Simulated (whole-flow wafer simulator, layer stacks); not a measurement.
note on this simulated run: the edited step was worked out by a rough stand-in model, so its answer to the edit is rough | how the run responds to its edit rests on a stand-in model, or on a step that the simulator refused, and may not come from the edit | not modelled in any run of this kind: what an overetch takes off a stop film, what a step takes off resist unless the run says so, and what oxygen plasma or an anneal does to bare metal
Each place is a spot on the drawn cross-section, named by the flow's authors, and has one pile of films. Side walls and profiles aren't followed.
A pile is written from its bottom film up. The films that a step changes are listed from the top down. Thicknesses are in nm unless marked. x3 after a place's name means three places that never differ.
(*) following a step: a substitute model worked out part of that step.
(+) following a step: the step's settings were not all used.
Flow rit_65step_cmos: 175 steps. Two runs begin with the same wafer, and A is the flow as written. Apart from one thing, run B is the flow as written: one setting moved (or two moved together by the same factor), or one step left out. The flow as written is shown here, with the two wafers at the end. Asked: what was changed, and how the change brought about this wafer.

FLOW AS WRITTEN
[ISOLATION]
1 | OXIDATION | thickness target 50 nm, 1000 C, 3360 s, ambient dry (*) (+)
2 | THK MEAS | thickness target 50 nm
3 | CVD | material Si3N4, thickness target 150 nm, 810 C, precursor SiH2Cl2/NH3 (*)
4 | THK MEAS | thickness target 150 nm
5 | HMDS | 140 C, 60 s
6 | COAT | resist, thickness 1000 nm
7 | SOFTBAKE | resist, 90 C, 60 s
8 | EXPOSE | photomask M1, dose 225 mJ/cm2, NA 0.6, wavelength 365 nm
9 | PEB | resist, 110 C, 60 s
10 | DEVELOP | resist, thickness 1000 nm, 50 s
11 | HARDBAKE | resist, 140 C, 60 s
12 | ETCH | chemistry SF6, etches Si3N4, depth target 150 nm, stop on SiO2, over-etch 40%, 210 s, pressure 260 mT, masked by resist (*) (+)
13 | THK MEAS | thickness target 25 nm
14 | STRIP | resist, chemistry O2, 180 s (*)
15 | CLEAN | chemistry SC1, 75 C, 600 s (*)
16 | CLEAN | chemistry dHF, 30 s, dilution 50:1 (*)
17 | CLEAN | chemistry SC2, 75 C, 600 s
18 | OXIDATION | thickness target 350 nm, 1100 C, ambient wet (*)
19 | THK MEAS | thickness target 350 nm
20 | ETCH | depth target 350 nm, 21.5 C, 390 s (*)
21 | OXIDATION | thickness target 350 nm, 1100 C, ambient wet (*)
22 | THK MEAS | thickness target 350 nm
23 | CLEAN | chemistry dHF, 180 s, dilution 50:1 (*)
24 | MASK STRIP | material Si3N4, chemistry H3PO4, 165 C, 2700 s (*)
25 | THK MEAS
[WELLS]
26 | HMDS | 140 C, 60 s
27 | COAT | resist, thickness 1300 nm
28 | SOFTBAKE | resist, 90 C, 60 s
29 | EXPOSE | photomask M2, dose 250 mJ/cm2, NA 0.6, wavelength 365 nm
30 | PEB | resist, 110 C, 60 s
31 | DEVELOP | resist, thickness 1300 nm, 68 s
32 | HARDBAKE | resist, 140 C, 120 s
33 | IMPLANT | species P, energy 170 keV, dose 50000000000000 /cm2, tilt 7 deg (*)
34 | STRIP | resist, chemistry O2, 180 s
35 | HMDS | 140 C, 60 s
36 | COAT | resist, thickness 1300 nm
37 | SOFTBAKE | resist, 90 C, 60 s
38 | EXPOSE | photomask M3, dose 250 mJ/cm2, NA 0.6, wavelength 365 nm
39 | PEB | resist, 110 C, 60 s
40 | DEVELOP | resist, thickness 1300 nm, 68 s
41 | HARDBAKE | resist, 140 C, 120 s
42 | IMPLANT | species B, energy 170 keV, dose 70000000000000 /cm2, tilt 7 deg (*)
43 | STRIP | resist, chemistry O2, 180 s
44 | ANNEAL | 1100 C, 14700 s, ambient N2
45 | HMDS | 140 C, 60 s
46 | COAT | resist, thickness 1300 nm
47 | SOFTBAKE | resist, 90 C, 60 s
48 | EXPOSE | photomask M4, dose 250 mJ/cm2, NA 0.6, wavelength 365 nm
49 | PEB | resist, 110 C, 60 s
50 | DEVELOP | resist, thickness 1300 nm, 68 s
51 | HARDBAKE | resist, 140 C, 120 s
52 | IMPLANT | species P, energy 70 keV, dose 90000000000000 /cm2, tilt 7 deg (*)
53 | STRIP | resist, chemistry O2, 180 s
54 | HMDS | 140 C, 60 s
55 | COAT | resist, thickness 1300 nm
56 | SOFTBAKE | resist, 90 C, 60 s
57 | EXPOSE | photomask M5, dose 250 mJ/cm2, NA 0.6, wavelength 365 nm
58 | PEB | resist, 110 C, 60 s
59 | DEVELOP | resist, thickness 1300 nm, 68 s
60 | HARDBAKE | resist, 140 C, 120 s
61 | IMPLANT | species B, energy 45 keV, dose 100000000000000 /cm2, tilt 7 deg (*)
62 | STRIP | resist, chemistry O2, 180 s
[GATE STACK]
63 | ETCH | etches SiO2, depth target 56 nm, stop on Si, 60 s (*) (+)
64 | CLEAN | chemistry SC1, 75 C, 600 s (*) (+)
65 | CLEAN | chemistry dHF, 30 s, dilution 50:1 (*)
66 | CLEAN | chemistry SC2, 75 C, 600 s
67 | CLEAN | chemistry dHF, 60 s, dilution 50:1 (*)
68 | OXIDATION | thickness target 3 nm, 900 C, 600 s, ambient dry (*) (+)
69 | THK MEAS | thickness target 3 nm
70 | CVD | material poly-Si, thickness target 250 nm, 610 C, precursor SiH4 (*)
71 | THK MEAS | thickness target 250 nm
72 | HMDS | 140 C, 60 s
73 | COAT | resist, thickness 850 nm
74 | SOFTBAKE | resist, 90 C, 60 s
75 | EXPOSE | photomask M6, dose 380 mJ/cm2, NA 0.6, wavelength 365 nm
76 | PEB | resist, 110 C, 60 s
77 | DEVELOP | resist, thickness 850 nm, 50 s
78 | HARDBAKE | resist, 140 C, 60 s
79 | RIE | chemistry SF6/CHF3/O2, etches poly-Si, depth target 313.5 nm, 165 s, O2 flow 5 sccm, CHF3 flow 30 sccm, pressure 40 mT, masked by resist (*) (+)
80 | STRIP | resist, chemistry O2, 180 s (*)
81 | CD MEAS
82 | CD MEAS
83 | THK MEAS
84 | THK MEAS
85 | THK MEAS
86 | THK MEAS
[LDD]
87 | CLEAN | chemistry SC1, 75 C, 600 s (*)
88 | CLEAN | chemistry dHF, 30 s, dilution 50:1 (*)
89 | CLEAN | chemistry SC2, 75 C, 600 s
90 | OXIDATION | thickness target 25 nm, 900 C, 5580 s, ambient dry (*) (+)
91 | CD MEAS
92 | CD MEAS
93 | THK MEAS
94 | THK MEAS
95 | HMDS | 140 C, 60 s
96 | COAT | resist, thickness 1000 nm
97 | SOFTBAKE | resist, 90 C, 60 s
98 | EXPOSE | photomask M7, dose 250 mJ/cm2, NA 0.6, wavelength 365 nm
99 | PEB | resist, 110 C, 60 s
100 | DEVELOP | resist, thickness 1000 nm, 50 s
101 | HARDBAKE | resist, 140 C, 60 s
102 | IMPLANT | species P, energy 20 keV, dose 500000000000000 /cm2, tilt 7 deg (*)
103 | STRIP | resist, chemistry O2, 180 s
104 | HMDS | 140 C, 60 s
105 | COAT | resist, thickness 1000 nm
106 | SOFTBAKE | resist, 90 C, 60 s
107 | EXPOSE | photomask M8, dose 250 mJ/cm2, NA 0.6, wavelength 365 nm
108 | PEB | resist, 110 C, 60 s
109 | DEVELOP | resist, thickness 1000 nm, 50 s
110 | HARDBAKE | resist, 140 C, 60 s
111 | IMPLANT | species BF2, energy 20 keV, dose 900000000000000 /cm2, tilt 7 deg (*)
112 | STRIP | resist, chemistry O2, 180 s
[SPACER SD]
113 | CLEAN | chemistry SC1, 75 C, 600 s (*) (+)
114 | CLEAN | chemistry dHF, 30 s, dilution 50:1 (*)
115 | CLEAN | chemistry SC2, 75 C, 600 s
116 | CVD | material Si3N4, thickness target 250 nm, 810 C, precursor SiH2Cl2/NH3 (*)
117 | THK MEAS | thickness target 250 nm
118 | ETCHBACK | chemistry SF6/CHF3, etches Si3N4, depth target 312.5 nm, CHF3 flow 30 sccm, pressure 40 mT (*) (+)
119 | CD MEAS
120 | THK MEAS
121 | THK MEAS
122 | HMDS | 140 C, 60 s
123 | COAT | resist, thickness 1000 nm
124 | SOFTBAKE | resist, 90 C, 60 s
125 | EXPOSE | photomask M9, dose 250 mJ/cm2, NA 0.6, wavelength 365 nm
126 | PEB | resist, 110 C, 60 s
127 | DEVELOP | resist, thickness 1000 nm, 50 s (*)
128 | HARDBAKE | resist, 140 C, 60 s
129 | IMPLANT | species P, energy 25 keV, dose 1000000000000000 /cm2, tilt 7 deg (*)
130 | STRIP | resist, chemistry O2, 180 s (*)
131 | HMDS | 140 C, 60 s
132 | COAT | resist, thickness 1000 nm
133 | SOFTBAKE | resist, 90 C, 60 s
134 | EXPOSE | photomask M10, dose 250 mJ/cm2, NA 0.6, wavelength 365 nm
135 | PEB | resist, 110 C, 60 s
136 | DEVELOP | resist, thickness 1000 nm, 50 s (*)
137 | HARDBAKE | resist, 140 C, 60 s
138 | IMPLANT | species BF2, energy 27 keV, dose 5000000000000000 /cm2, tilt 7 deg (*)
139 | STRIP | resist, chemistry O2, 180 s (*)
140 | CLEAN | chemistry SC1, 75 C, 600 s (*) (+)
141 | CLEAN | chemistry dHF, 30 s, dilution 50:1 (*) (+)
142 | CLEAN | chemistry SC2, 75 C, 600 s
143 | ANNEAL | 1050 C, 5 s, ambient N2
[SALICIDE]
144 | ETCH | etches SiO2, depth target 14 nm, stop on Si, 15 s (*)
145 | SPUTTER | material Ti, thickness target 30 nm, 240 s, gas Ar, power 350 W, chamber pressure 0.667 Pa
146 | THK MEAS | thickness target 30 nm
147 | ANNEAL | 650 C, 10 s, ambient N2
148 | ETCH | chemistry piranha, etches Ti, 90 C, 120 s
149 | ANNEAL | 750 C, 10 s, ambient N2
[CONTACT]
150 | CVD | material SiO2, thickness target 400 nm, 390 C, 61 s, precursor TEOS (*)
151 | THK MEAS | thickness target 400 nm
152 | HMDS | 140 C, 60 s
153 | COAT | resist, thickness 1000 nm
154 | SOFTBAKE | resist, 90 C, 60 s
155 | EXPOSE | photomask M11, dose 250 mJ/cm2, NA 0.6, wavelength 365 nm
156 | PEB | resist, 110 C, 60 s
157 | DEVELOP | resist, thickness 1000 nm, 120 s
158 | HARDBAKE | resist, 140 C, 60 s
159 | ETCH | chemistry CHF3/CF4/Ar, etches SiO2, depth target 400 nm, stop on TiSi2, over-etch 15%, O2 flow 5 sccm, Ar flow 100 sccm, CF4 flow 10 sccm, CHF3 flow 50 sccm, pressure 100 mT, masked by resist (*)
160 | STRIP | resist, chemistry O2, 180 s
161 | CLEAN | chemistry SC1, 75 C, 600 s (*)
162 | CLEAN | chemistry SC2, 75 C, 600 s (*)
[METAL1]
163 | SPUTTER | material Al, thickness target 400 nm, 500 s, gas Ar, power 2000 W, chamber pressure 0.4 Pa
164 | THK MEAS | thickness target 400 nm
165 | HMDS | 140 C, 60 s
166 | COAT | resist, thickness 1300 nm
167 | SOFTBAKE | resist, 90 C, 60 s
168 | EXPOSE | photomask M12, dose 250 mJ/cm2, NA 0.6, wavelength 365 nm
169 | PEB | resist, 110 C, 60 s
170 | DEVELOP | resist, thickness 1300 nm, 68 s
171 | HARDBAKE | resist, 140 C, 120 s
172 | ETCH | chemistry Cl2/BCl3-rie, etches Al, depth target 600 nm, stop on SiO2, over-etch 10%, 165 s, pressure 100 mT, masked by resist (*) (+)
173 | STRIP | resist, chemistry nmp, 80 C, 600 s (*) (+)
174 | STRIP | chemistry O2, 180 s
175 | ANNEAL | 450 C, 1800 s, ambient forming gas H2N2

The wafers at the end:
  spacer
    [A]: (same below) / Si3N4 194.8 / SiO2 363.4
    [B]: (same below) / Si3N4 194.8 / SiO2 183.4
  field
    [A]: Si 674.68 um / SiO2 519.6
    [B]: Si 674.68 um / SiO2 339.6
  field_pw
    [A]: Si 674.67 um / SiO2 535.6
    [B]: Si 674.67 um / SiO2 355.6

Cause: step 150, CVD: thickness target 220 nm was run, while the flow as written has thickness target 400 nm.

How this came from the change, step by step:
  150 | CVD | material SiO2, thickness target 400 nm, 390 C, 61 s, precursor TEOS (*)
      field, field_pw, field_nw, field_p: A SiO2 gains 400 | B SiO2 gains 220
      spacer, spacer_p: A SiO2 gains 400 (new film) | B SiO2 gains 220 (new film)
      (as well as at 2 more places)
  159 | ETCH | chemistry CHF3/CF4/Ar, etches SiO2, depth target 400 nm, stop on TiSi2, over-etch 15%, O2 flow 5 sccm, Ar flow 100 sccm, CF4 flow 10 sccm, CHF3 flow 50 sccm, pressure 100 mT, masked by resist (*)
      field, field_pw, field_nw, field_p, gate_n, gate_p, spacer, spacer_p: A resist loses 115 | B resist loses 63.2
  160 | STRIP | resist, chemistry O2, 180 s
      field: A resist loses 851 (all of it) | B resist loses 901 (all of it)
      field_pw: A resist loses 820.1 (all of it) | B resist loses 870.6 (all of it)
      (as well as at 6 more places)
  163 | SPUTTER | material Al, thickness target 400 nm, 500 s, gas Ar, power 2000 W, chamber pressure 0.4 Pa
      gate_n, gate_p: A Al gains 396 (new film) | B Al gains 355.4 (new film)
  166 | COAT | resist, thickness 1300 nm
      gate_n: A resist gains 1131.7 (new film) | B resist gains 1178.3 (new film)
      gate_p: A resist gains 1135.6 (new film) | B resist gains 1180.7 (new film)
  169 | PEB | resist, 110 C, 60 s
      gate_n: A resist loses 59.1 | B resist loses 61.7
      gate_p: A resist loses 59.3 | B resist loses 61.8
  170 | DEVELOP | resist, thickness 1300 nm, 68 s
      gate_n: A resist loses 1072.6 (all of it) | B resist loses 1116.6 (all of it)
      gate_p: A resist loses 1076.3 (all of it) | B resist loses 1118.9 (all of it)
  172 | ETCH | chemistry Cl2/BCl3-rie, etches Al, depth target 600 nm, stop on SiO2, over-etch 10%, 165 s, pressure 100 mT, masked by resist (*) (+)
      gate_n, gate_p: A Al loses 396 (all of it), SiO2 loses 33 | B Al loses 355.4 (all of it), SiO2 loses 38.1
